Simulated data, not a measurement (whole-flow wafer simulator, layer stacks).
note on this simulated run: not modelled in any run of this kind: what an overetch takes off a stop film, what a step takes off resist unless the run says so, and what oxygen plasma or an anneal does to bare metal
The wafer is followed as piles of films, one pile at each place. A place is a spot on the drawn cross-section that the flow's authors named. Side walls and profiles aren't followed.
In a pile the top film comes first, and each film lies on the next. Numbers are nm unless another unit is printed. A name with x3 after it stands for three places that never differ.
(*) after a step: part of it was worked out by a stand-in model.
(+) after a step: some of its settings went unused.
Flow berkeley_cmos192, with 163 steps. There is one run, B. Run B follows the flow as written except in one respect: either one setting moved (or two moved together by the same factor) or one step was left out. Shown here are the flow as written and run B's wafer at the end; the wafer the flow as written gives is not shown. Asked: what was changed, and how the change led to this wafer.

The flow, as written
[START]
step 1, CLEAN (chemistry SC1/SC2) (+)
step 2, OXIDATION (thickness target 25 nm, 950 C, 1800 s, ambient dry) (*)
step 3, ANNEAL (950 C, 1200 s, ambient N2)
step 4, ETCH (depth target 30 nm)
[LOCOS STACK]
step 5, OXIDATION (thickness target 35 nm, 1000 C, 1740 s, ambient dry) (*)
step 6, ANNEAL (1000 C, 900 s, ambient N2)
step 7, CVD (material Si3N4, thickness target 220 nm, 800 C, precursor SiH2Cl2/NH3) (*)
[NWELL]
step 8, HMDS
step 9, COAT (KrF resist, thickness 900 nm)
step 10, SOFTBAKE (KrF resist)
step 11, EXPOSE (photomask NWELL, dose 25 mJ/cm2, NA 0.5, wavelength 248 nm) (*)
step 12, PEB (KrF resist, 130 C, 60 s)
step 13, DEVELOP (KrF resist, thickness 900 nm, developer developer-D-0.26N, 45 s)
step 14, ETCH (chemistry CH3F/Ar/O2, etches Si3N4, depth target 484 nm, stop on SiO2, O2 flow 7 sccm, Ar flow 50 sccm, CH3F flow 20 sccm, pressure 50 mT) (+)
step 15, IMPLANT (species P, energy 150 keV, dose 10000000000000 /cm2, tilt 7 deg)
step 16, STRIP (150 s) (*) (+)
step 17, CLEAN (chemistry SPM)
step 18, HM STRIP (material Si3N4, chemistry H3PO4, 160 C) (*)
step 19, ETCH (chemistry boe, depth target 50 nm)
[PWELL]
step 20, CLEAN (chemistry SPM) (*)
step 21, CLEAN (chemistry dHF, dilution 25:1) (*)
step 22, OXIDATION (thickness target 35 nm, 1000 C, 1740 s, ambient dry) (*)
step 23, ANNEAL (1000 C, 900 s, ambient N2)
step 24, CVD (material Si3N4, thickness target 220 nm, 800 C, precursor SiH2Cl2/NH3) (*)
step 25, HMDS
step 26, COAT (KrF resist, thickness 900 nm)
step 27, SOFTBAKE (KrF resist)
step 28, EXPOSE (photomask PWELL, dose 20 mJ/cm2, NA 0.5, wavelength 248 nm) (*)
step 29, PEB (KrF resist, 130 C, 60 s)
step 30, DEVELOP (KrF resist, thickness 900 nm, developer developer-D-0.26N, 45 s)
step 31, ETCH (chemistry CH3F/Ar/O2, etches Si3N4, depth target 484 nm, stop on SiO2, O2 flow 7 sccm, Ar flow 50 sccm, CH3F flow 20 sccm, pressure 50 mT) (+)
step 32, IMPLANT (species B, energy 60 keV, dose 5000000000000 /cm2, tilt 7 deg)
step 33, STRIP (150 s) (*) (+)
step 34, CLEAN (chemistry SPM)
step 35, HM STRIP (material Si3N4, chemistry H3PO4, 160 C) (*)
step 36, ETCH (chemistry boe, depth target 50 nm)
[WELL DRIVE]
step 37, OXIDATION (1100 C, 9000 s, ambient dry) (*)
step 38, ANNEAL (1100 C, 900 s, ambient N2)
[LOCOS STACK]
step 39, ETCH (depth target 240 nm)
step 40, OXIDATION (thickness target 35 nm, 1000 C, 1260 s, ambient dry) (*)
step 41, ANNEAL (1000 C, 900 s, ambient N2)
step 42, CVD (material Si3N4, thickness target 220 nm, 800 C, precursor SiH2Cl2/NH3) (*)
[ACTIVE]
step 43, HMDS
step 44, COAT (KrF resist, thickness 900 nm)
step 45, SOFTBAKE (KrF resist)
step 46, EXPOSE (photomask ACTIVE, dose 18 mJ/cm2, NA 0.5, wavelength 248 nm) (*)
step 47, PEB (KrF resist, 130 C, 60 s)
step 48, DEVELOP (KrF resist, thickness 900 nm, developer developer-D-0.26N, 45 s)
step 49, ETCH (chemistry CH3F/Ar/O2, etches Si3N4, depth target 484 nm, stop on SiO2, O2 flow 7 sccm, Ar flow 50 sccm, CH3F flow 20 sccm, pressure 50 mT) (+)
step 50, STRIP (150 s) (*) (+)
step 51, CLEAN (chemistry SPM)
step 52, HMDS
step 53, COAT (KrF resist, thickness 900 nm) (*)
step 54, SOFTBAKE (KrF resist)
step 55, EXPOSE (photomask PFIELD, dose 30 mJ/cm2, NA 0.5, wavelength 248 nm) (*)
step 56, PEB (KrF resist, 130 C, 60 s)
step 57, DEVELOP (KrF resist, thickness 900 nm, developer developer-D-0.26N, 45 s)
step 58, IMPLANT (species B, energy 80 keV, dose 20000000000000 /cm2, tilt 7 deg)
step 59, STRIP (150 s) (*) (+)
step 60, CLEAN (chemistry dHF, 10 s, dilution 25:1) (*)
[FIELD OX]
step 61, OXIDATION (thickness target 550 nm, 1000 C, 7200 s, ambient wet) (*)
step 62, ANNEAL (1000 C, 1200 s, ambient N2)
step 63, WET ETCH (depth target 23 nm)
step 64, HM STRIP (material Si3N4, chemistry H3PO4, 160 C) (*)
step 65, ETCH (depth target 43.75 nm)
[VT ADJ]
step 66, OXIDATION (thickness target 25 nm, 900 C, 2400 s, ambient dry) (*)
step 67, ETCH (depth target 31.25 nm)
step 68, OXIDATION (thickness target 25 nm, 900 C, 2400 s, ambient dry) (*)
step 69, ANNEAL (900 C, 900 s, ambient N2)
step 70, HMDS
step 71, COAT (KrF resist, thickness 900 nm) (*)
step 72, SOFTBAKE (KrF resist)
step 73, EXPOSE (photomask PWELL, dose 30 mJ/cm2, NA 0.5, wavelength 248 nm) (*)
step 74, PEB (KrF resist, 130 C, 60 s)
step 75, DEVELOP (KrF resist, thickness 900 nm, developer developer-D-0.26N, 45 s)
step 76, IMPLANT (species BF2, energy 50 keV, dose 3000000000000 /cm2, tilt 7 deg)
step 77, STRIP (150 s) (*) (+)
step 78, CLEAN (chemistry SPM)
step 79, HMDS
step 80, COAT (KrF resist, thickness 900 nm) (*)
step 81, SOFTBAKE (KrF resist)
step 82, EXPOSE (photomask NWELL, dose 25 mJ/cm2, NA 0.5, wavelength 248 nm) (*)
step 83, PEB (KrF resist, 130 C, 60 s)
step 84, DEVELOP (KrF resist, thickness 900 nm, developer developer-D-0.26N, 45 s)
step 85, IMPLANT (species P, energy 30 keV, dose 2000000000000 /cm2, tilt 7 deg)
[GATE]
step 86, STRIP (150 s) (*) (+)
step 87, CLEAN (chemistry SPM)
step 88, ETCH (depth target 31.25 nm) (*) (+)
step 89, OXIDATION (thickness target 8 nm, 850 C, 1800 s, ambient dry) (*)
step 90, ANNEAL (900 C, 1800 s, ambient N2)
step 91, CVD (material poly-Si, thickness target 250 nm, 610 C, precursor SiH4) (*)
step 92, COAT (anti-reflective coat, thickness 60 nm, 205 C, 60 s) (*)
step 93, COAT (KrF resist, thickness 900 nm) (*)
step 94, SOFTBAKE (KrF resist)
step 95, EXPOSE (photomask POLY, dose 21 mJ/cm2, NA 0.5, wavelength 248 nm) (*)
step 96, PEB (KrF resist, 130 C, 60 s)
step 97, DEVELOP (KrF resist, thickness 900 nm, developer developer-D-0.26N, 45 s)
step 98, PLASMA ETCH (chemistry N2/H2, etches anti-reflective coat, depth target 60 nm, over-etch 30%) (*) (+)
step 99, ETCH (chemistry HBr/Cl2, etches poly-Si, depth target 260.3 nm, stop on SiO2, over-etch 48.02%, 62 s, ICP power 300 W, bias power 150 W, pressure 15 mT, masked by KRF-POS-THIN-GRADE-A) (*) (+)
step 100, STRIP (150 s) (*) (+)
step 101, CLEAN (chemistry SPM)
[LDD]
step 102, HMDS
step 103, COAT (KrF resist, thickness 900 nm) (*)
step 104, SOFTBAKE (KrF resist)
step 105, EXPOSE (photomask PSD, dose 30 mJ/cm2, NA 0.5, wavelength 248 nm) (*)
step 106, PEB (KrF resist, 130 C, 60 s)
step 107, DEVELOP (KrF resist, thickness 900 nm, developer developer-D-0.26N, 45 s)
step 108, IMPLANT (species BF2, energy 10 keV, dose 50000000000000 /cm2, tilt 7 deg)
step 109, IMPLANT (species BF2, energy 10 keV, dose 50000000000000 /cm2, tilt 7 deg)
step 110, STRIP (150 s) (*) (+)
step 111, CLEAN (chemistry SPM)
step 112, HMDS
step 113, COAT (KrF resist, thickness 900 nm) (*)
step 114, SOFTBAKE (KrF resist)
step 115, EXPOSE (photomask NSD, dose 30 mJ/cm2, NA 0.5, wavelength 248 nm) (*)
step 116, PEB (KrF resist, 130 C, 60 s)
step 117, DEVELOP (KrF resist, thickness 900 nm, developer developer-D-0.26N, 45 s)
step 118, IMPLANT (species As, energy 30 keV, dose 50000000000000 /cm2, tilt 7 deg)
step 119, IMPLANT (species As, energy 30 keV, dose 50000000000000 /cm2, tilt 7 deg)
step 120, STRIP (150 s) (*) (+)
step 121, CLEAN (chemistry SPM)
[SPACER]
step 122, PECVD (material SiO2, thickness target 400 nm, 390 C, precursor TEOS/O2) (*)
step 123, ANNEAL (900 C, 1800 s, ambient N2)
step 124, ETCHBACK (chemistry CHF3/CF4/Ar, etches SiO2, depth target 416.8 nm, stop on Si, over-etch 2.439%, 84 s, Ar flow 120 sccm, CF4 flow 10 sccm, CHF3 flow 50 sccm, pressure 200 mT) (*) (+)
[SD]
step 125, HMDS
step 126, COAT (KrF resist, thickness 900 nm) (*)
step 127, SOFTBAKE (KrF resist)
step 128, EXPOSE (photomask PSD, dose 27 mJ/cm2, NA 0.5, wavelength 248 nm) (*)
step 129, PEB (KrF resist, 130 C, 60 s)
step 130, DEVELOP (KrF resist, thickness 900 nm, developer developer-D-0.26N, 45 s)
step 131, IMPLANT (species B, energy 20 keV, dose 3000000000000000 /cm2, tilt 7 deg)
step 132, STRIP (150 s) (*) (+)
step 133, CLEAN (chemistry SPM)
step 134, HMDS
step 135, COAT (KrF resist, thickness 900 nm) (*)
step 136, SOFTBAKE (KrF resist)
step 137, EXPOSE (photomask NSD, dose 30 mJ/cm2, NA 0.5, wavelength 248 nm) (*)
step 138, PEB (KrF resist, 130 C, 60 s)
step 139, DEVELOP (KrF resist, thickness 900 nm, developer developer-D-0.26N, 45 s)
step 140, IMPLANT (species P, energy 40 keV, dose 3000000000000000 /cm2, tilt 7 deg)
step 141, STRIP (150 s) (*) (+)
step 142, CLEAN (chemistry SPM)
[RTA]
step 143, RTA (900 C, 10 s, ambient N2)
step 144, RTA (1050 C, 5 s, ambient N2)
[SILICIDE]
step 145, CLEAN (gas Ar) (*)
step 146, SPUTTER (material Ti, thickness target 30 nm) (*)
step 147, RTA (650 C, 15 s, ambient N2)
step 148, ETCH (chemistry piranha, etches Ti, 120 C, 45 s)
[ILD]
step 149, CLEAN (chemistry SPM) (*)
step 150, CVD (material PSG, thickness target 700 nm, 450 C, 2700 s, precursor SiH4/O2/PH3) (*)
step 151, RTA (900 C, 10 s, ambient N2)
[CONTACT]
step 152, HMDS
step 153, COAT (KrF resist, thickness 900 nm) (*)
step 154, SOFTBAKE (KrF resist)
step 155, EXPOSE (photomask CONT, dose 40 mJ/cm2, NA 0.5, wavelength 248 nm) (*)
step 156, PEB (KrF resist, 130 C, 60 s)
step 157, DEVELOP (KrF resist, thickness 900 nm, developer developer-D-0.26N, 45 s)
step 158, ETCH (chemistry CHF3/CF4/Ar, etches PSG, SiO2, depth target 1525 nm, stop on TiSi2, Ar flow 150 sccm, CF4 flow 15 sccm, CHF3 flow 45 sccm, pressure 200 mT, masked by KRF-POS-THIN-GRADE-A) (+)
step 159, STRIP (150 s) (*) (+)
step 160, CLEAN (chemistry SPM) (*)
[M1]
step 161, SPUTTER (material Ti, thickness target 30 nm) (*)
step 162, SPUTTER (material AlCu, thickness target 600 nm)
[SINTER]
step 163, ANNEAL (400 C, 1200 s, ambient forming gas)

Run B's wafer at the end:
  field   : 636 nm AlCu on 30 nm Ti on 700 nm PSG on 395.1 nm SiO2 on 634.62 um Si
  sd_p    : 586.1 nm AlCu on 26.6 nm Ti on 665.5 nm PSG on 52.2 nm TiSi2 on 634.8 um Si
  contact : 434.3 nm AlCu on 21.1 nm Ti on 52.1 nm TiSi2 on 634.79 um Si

The reason: step 162, SPUTTER: thickness target 636 nm was run, though the flow has thickness target 600 nm.
One can read it off the wafer: field has AlCu 636, and step 162 as written asks for 600 nm.

Step by step, how the change led to this:
  step 162, SPUTTER (material AlCu, thickness target 600 nm)
      field, sd_n, spacer_n, gate, spacer_p, gate_p, m1: AlCu gains 636 (new film) (in the flow as written it would be: AlCu gains 600 (new film))
      sd_p: AlCu gains 586.1 (new film) (in the flow as written it would be: AlCu gains 551.2 (new film))
      (also at 1 further place)
